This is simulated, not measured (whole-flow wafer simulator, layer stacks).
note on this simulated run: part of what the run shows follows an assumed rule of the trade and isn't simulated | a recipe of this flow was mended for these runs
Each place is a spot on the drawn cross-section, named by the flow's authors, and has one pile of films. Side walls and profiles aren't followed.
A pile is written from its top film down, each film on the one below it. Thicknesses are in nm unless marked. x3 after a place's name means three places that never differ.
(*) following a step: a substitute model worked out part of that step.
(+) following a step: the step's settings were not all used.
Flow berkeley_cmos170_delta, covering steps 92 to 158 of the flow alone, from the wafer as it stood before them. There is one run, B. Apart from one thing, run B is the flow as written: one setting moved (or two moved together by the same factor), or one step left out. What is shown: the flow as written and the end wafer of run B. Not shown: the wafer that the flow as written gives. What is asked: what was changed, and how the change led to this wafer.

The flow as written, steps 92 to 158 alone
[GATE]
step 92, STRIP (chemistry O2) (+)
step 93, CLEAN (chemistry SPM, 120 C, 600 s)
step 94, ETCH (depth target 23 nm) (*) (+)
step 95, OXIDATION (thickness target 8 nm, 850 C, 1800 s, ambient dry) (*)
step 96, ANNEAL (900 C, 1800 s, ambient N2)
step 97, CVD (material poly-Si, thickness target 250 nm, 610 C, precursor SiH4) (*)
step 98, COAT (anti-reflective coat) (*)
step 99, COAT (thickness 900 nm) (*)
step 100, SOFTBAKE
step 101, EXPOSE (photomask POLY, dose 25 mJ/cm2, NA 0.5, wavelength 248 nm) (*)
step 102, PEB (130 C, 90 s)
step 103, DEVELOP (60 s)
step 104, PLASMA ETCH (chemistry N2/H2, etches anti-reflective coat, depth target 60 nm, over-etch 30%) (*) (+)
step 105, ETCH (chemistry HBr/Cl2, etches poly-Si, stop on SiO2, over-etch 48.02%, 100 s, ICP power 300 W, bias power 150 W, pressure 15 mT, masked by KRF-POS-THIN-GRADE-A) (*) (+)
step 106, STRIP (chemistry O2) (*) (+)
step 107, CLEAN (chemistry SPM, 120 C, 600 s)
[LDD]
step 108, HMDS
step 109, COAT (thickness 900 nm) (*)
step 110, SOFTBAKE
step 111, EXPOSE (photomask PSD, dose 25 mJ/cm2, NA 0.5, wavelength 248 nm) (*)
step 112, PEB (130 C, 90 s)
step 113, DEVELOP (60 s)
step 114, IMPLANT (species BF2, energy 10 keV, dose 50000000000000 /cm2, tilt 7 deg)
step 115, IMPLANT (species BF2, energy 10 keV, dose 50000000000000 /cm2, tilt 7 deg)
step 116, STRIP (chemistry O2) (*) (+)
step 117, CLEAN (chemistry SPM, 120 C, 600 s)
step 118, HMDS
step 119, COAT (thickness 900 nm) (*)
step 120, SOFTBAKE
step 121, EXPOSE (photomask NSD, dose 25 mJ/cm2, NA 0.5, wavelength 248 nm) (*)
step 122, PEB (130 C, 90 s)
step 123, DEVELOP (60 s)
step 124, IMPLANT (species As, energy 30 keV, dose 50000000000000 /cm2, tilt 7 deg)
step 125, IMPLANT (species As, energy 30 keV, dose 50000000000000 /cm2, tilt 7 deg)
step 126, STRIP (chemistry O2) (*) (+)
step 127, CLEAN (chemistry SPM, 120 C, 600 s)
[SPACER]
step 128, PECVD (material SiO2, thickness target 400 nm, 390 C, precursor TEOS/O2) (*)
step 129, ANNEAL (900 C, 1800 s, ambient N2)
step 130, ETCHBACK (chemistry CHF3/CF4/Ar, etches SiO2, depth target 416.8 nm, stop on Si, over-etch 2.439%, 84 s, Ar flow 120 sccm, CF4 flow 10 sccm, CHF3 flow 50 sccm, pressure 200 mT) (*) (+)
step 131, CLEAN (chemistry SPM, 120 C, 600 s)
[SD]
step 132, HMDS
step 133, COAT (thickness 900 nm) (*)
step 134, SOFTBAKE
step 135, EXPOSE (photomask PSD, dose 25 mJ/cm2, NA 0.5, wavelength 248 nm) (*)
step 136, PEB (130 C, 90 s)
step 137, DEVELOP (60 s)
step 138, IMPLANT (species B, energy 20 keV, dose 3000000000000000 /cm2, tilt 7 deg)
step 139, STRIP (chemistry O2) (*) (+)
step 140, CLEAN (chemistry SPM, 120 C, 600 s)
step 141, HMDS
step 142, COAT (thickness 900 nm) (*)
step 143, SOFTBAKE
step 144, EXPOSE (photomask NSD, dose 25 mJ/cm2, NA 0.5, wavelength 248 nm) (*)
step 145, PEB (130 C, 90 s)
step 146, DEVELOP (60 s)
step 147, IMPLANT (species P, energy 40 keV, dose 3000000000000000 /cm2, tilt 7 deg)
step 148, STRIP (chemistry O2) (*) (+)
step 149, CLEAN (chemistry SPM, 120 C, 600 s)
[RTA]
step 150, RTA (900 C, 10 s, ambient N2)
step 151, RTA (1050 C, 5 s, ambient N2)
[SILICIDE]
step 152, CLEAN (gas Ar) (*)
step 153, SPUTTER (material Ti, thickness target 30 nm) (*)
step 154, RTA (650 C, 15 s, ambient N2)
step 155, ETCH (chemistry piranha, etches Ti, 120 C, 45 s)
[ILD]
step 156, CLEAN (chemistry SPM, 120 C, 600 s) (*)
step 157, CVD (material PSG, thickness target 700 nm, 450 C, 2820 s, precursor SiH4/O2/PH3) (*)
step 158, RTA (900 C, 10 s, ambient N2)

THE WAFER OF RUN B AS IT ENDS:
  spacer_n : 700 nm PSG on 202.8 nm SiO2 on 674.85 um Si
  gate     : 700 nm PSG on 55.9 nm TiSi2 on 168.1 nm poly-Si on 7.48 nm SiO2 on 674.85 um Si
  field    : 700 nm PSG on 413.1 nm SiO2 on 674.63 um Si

What caused this: step 97, CVD: thickness target 227 nm was run, though the flow has thickness target 250 nm.

How this came from the change, step by step:
  step 97, CVD (material poly-Si, thickness target 250 nm, 610 C, precursor SiH4) (*)
      field, sd_n, spacer_n and 6 more: poly-Si gains 227 (new film) (it would be, as written: poly-Si gains 250 (new film))
  step 105, ETCH (chemistry HBr/Cl2, etches poly-Si, stop on SiO2, over-etch 48.02%, 100 s, ICP power 300 W, bias power 150 W, pressure 15 mT, masked by KRF-POS-THIN-GRADE-A) (*) (+)
      field: poly-Si loses 222.4 (all of it), SiO2 loses 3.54 (it would be, as written: poly-Si loses 245.4 (all of it), SiO2 loses 1.77)
      sd_n: poly-Si loses 225.7 (all of it), SiO2 loses 3.28 (it would be, as written: poly-Si loses 248.7 (all of it), SiO2 loses 1.52)
      (and at 5 other places as well)
  step 109, COAT (thickness 900 nm) (*)
      gate: KrF-resist gains 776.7 (new film) (it would be, as written: KrF-resist gains 758.7 (new film))
      gate_p: KrF-resist gains 772.4 (new film) (it would be, as written: KrF-resist gains 754.5 (new film))
  step 113, DEVELOP (60 s)
      gate_p: KrF-resist loses 770.8 (all of it) (it would be, as written: KrF-resist loses 752.9 (all of it))
  step 116, STRIP (chemistry O2) (*) (+)
      gate: KrF-resist loses 760.1 (all of it), chemical SiO2 gains 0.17 (it would be, as written: KrF-resist loses 742.2 (all of it), chemical SiO2 gains 0.17)
  step 119, COAT (thickness 900 nm) (*)
      gate: KrF-resist gains 776.6 (new film) (it would be, as written: KrF-resist gains 758 (new film))
      gate_p: KrF-resist gains 772.3 (new film) (it would be, as written: KrF-resist gains 753.6 (new film))
  step 123, DEVELOP (60 s)
      gate: KrF-resist loses 774.9 (all of it) (it would be, as written: KrF-resist loses 756.3 (all of it))
  step 126, STRIP (chemistry O2) (*) (+)
      gate_p: KrF-resist loses 755.7 (all of it), chemical SiO2 gains 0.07 (it would be, as written: KrF-resist loses 737.1 (all of it), chemical SiO2 gains 0.07)
  step 130, ETCHBACK (chemistry CHF3/CF4/Ar, etches SiO2, depth target 416.8 nm, stop on Si, over-etch 2.439%, 84 s, Ar flow 120 sccm, CF4 flow 10 sccm, CHF3 flow 50 sccm, pressure 200 mT) (*) (+)
      spacer_n, spacer_p: SiO2 loses 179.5 (it would be, as written: SiO2 loses 158.2)
  step 133, COAT (thickness 900 nm) (*)
      spacer_n: KrF-resist gains 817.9 (new film) (it would be, as written: KrF-resist gains 801.4 (new film))
      gate: KrF-resist gains 796.9 (new film) (it would be, as written: KrF-resist gains 780.9 (new film))
      (and at 2 other places as well)
  step 137, DEVELOP (60 s)
      spacer_p: KrF-resist loses 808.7 (all of it) (it would be, as written: KrF-resist loses 792.3 (all of it))
      gate_p: KrF-resist loses 787.7 (all of it) (it would be, as written: KrF-resist loses 771.7 (all of it))
  step 139, STRIP (chemistry O2) (*) (+)
      spacer_n: KrF-resist loses 801.1 (all of it) (it would be, as written: KrF-resist loses 784.8 (all of it))
      gate: KrF-resist loses 780.3 (all of it), chemical SiO2 gains 0.17, poly-Si loses 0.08 (it would be, as written: KrF-resist loses 764.3 (all of it), chemical SiO2 gains 0.17, poly-Si loses 0.08)
  step 142, COAT (thickness 900 nm) (*)
      spacer_n: KrF-resist gains 817.9 (new film) (it would be, as written: KrF-resist gains 801.5 (new film))
      gate: KrF-resist gains 796.9 (new film) (it would be, as written: KrF-resist gains 780.9 (new film))
      (and at 2 other places as well)
  step 148, STRIP (chemistry O2) (*) (+)
      spacer_p: KrF-resist loses 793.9 (all of it) (it would be, as written: KrF-resist loses 777.5 (all of it))
      gate_p: KrF-resist loses 772.6 (all of it), chemical SiO2 gains 0.07 (it would be, as written: KrF-resist loses 756.6 (all of it), chemical SiO2 gains 0.07)
